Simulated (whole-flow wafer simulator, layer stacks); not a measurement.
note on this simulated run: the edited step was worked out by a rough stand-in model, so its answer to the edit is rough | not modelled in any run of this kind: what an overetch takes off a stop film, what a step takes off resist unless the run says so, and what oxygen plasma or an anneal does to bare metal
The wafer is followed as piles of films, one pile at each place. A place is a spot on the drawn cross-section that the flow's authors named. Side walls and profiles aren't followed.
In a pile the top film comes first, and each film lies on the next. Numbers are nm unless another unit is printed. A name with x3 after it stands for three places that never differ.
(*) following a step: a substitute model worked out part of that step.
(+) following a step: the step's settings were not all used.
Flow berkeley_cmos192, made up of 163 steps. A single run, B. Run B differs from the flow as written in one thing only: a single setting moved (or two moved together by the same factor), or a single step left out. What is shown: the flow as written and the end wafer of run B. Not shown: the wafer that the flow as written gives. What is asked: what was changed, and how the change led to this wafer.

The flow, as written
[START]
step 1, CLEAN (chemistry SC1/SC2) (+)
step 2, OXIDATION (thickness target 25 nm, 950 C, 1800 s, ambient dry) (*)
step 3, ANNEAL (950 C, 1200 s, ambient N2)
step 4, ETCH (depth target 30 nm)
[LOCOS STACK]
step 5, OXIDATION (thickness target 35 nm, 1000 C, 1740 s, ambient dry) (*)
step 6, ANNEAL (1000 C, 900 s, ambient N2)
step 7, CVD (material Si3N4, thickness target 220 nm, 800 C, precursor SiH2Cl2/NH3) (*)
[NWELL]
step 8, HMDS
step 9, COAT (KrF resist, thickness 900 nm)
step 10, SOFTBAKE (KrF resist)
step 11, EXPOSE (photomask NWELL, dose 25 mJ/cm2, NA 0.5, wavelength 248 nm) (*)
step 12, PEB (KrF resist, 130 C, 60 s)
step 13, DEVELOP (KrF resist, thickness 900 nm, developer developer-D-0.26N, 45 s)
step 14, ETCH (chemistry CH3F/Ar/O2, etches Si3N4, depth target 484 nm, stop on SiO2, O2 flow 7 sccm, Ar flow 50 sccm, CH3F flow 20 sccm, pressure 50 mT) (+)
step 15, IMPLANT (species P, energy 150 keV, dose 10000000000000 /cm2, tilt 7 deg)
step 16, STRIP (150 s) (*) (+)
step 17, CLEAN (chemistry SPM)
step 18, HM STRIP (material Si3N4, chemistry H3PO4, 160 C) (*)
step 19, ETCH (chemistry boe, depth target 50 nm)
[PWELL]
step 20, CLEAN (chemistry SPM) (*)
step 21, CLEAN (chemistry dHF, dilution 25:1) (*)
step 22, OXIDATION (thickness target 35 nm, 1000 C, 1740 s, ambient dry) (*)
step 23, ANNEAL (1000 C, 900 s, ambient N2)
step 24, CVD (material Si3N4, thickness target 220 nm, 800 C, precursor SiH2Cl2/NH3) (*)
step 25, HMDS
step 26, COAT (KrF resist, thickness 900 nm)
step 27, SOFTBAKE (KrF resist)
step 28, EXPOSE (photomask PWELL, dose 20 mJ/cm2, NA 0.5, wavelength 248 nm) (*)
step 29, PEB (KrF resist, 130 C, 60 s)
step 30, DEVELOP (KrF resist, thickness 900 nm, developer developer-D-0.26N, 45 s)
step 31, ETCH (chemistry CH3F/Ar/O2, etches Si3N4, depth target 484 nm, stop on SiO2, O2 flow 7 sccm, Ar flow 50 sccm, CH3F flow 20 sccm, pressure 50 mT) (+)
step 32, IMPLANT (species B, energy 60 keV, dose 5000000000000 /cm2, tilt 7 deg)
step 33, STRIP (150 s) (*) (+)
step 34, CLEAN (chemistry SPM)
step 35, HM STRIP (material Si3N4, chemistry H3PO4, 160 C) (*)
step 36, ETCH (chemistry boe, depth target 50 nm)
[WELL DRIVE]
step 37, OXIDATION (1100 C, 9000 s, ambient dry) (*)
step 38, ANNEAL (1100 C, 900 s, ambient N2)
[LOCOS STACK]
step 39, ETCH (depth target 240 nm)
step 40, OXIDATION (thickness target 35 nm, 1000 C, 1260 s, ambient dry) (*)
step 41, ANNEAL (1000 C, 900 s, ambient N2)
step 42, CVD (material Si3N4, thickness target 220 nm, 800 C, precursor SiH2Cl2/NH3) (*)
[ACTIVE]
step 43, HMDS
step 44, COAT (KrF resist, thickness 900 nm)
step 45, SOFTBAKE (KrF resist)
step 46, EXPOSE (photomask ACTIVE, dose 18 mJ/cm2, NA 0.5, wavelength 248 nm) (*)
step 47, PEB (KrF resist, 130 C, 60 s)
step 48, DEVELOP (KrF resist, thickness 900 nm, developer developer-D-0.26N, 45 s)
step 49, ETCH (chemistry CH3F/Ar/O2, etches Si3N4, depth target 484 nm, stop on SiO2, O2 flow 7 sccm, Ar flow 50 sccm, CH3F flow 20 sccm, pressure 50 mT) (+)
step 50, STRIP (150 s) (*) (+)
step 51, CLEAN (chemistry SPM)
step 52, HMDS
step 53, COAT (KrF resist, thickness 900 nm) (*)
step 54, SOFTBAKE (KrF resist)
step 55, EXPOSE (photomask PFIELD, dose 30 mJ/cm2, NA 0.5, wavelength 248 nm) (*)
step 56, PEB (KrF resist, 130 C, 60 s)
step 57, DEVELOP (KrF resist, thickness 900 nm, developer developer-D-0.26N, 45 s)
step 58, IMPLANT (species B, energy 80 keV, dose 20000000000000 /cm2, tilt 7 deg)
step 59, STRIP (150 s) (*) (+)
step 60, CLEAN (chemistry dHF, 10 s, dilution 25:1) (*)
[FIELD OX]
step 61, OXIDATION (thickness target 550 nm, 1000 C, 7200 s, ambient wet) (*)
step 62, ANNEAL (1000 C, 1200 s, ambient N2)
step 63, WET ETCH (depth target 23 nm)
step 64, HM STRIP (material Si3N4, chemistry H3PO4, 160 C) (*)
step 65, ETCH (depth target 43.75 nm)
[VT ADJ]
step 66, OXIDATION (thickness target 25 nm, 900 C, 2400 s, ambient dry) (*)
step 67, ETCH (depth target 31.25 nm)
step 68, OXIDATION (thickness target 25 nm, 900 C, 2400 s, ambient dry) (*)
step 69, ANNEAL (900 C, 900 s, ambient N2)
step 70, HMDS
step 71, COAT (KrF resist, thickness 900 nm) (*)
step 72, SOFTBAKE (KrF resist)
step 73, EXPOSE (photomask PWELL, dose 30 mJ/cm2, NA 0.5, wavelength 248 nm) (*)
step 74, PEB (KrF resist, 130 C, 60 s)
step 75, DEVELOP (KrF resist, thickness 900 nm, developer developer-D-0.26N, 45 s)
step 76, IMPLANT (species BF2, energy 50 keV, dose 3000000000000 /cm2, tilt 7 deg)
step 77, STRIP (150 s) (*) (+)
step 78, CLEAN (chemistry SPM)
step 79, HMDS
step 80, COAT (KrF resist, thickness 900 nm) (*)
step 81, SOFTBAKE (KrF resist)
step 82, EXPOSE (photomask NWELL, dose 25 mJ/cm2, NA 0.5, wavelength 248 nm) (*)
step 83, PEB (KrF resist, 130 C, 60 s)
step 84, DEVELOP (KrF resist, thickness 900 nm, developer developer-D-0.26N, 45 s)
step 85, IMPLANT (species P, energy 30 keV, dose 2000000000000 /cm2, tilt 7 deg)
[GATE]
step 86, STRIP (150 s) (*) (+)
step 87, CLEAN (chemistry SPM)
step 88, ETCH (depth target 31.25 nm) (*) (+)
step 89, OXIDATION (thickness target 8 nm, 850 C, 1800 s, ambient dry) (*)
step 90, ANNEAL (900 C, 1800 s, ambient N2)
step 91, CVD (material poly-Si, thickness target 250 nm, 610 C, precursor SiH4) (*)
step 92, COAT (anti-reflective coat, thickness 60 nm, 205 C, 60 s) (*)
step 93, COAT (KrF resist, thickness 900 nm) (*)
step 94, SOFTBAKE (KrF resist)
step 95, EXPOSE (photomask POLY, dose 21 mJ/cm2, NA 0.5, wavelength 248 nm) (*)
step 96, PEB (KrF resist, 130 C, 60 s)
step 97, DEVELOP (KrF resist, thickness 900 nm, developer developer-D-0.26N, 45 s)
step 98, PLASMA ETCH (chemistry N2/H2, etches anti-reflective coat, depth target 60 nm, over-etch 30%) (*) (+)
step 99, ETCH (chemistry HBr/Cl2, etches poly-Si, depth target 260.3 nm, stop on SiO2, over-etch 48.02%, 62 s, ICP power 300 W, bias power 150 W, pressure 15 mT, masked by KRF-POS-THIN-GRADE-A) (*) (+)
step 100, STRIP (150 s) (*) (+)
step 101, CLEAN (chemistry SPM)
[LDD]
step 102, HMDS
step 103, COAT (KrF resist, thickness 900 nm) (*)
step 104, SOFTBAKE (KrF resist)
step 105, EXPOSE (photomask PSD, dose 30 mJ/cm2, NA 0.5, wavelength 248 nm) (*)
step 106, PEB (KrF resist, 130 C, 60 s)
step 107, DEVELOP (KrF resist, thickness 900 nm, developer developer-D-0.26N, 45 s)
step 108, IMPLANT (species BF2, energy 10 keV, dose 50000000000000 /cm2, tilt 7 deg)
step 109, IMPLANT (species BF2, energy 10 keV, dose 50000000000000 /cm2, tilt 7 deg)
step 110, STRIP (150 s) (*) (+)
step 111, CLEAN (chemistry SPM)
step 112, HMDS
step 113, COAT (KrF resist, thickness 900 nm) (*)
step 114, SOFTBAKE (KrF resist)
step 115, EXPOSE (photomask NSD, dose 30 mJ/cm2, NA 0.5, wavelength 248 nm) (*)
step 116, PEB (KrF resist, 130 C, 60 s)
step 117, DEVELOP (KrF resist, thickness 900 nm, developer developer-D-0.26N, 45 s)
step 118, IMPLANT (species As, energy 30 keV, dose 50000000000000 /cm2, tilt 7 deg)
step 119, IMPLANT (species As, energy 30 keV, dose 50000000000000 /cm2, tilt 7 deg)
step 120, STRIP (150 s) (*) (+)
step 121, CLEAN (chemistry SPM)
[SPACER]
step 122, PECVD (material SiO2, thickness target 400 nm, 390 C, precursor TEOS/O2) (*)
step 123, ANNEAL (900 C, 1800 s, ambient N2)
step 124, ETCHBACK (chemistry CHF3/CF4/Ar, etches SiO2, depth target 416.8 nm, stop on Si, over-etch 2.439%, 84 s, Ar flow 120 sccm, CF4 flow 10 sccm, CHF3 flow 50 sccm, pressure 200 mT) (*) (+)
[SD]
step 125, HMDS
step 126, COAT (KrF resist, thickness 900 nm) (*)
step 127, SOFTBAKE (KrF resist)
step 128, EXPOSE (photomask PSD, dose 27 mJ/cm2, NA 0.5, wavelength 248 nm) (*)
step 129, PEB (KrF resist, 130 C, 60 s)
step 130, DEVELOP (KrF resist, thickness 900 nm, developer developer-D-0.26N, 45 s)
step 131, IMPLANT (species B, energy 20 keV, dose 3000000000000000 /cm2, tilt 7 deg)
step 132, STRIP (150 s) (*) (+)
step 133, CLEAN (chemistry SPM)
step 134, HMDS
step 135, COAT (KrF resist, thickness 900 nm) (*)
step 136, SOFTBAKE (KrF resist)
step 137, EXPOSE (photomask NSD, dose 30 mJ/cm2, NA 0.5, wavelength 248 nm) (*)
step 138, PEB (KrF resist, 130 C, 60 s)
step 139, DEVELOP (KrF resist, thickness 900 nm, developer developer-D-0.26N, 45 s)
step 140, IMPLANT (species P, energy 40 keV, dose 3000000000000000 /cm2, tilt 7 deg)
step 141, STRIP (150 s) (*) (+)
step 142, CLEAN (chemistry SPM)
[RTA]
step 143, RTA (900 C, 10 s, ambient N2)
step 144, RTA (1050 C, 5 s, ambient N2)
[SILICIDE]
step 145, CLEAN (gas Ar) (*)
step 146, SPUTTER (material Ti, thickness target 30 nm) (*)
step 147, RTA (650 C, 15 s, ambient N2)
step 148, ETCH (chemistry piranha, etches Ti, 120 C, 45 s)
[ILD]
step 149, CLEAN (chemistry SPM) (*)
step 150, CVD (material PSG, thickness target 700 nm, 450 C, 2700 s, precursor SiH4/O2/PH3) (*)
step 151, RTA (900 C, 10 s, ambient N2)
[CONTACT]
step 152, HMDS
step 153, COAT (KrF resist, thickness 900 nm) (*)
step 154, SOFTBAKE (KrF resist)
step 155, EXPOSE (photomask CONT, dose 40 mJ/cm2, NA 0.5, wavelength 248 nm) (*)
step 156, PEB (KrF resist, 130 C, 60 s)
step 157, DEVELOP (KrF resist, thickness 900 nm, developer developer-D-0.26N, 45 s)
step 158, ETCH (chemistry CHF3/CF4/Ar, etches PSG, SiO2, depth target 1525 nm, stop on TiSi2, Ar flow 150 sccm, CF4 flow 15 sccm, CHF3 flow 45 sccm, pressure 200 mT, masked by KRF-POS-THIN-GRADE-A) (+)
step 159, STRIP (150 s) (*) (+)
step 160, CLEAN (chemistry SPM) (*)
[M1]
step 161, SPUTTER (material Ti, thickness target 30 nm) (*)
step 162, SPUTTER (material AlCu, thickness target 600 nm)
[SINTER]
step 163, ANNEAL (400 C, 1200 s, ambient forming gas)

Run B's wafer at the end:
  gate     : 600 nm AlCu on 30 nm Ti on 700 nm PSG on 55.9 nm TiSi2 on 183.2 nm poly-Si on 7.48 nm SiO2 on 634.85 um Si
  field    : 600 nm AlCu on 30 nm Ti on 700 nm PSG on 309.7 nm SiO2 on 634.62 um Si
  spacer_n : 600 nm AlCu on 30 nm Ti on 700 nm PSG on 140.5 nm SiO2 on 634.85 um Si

What caused this: step 124, ETCHBACK: depth target 500.2 nm was run, while the flow as written has depth target 416.8 nm.

Step by step, how the change led to this:
  step 124, ETCHBACK (chemistry CHF3/CF4/Ar, etches SiO2, depth target 416.8 nm, stop on Si, over-etch 2.439%, 84 s, Ar flow 120 sccm, CF4 flow 10 sccm, CHF3 flow 50 sccm, pressure 200 mT) (*) (+)
      gate, gate_p: SiO2 loses 400 (all of it), chemical SiO2 loses 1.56 (all of it), poly-Si loses 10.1 (as written it would have been: SiO2 loses 400 (all of it), chemical SiO2 loses 1.56 (all of it), poly-Si loses 2.31)
      field: SiO2 loses 512.4 (as written it would have been: SiO2 loses 427)
      (and at 2 other places as well)
  step 126, COAT (KrF resist, thickness 900 nm) (*)
      field: KrF resist gains 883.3 (new film) (as written it would have been: KrF resist gains 865.2 (new film))
      sd_n: KrF resist gains 951.3 (new film) (as written it would have been: KrF resist gains 999.7 (new film))
      (and at 7 other places as well)
  step 130, DEVELOP (KrF resist, thickness 900 nm, developer developer-D-0.26N, 45 s)
      sd_p: KrF resist loses 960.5 (all of it) (as written it would have been: KrF resist loses 1004.6 (all of it))
      spacer_p: KrF resist loses 827.4 (all of it) (as written it would have been: KrF resist loses 784.6 (all of it))
      (and at 1 other place as well)
  step 132, STRIP (150 s) (*) (+)
      field: KrF resist loses 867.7 (all of it) (as written it would have been: KrF resist loses 849.7 (all of it))
      sd_n: chemical SiO2 gains 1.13 (new film), KrF resist loses 935.5 (all of it), Si loses 0.5 (as written it would have been: chemical SiO2 gains 1.13 (new film), KrF resist loses 983.9 (all of it), Si loses 0.5)
      (and at 4 other places as well)
  step 135, COAT (KrF resist, thickness 900 nm) (*)
      field: KrF resist gains 883.3 (new film) (as written it would have been: KrF resist gains 865 (new film))
      sd_n: KrF resist gains 950.9 (new film) (as written it would have been: KrF resist gains 999.2 (new film))
      (and at 7 other places as well)
  step 139, DEVELOP (KrF resist, thickness 900 nm, developer developer-D-0.26N, 45 s)
      sd_n: KrF resist loses 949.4 (all of it) (as written it would have been: KrF resist loses 997.6 (all of it))
      spacer_n: KrF resist loses 830.2 (all of it) (as written it would have been: KrF resist loses 789.9 (all of it))
      (and at 2 other places as well)
  step 141, STRIP (150 s) (*) (+)
      gate_p: KrF resist loses 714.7 (all of it), chemical SiO2 gains 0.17, poly-Si loses 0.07 (as written it would have been: KrF resist loses 749.1 (all of it), chemical SiO2 gains 0.16)
      field: KrF resist loses 867.7 (all of it) (as written it would have been: KrF resist loses 849.5 (all of it))
      (and at 3 other places as well)
  step 146, SPUTTER (material Ti, thickness target 30 nm) (*)
      sd_p: Ti gains 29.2 (new film) (as written it would have been: Ti gains 28 (new film))
  step 147, RTA (650 C, 15 s, ambient N2)
      sd_p: Ti loses 22.8, TiSi first gains 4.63 (new film), TiSi2 C49 gains 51 (new film), Si loses 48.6 (as written it would have been: Ti loses 21.9, TiSi first gains 2.35 (new film), TiSi2 C49 gains 52.1 (new film), Si loses 48.1)
  step 150, CVD (material PSG, thickness target 700 nm, 450 C, 2700 s, precursor SiH4/O2/PH3) (*)
      sd_p: PSG gains 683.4 (new film) (as written it would have been: PSG gains 665.5 (new film))
  step 151, RTA (900 C, 10 s, ambient N2)
      sd_p: under 1 film: TiSi2 gains 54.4 (new film), TiSi first loses 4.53 (all of it), TiSi2 C49 loses 51 (all of it), Si loses 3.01 (as written it would have been: under 1 film: TiSi2 gains 52.2 (new film), TiSi first loses 2.25 (all of it), TiSi2 C49 loses 52.1 (all of it), Si loses 1.5)
  step 153, COAT (KrF resist, thickness 900 nm) (*)
      sd_n: KrF resist gains 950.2 (new film) (as written it would have been: KrF resist gains 1002.2 (new film))
      spacer_n: KrF resist gains 857.1 (new film) (as written it would have been: KrF resist gains 829.8 (new film))
      (and at 6 other places as well)
  step 157, DEVELOP (KrF resist, thickness 900 nm, developer developer-D-0.26N, 45 s)
      contact: KrF resist loses 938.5 (all of it) (as written it would have been: KrF resist loses 979.3 (all of it))
  step 159, STRIP (150 s) (*) (+)
      sd_n: KrF resist loses 740.4 (all of it) (as written it would have been: KrF resist loses 792.3 (all of it))
      spacer_n: KrF resist loses 647.5 (all of it) (as written it would have been: KrF resist loses 620.3 (all of it))
      (and at 5 other places as well)
  step 161, SPUTTER (material Ti, thickness target 30 nm) (*)
      sd_p: Ti gains 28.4 (new film) (as written it would have been: Ti gains 26.6 (new film))
  step 162, SPUTTER (material AlCu, thickness target 600 nm)
      sd_p: AlCu gains 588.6 (new film) (as written it would have been: AlCu gains 551.2 (new film))
